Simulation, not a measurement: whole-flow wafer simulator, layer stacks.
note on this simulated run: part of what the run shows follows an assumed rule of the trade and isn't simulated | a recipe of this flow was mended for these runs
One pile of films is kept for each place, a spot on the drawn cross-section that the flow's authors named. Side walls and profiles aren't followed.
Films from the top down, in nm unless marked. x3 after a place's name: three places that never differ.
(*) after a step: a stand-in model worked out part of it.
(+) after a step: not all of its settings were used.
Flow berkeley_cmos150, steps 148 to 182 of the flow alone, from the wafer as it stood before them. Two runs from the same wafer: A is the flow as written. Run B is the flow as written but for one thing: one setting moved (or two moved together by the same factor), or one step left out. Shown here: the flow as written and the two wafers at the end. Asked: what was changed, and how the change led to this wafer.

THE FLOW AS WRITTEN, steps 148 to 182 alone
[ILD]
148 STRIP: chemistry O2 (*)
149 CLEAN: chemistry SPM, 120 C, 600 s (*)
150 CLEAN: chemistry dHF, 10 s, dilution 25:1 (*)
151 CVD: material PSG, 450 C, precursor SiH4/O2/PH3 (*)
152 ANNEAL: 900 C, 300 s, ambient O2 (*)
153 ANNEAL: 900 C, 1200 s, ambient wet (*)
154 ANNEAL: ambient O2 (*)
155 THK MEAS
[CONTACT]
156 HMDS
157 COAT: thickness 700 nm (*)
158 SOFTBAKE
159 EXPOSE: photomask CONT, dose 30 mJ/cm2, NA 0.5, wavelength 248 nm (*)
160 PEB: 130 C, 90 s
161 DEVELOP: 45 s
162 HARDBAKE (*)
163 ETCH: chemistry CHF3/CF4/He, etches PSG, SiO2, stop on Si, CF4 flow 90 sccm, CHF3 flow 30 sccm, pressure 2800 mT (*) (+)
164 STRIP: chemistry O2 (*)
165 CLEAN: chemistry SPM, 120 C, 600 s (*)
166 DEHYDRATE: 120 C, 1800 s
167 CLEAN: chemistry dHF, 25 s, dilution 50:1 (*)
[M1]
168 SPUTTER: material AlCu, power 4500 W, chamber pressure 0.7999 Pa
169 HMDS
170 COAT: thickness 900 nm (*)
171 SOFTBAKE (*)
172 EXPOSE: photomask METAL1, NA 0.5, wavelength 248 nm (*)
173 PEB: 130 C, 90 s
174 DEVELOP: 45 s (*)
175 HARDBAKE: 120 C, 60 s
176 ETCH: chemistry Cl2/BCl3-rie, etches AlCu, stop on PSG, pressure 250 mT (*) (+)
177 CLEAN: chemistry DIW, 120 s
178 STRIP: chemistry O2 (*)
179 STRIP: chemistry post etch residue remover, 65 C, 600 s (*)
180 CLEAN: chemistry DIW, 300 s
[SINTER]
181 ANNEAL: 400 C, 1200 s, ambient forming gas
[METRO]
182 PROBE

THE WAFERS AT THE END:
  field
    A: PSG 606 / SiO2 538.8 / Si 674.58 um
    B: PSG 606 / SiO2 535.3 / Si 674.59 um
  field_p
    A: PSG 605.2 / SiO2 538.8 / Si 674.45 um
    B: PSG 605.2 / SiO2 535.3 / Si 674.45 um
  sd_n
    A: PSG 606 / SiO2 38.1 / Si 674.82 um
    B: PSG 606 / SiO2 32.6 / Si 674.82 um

The cause: step 153, ANNEAL: 877 C was run, where the flow has 900 C.

How the change led to this, step by step:
  153 ANNEAL: 900 C, 1200 s, ambient wet (*)
      sd_n, contact, m1: A PSG -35, SiO2 +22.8, Si -10 | B PSG -35, SiO2 +17.3, Si -7.62
      field, field_p: A PSG -35, SiO2 +16.3, Si -7.15 | B PSG -35, SiO2 +12.8, Si -5.62
      (and at 3 more places)
  163 ETCH: chemistry CHF3/CF4/He, etches PSG, SiO2, stop on Si, CF4 flow 90 sccm, CHF3 flow 30 sccm, pressure 2800 mT (*) (+)
      contact: A PSG -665 (all of it), SiO2 -38.1 (all of it), Si -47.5 | B PSG -665 (all of it), SiO2 -32.6 (all of it), Si -47.5
  176 ETCH: chemistry Cl2/BCl3-rie, etches AlCu, stop on PSG, pressure 250 mT (*) (+)
      gate_p: A AlCu -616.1 (all of it), PSG -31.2 | B AlCu -609.8 (all of it), PSG -32
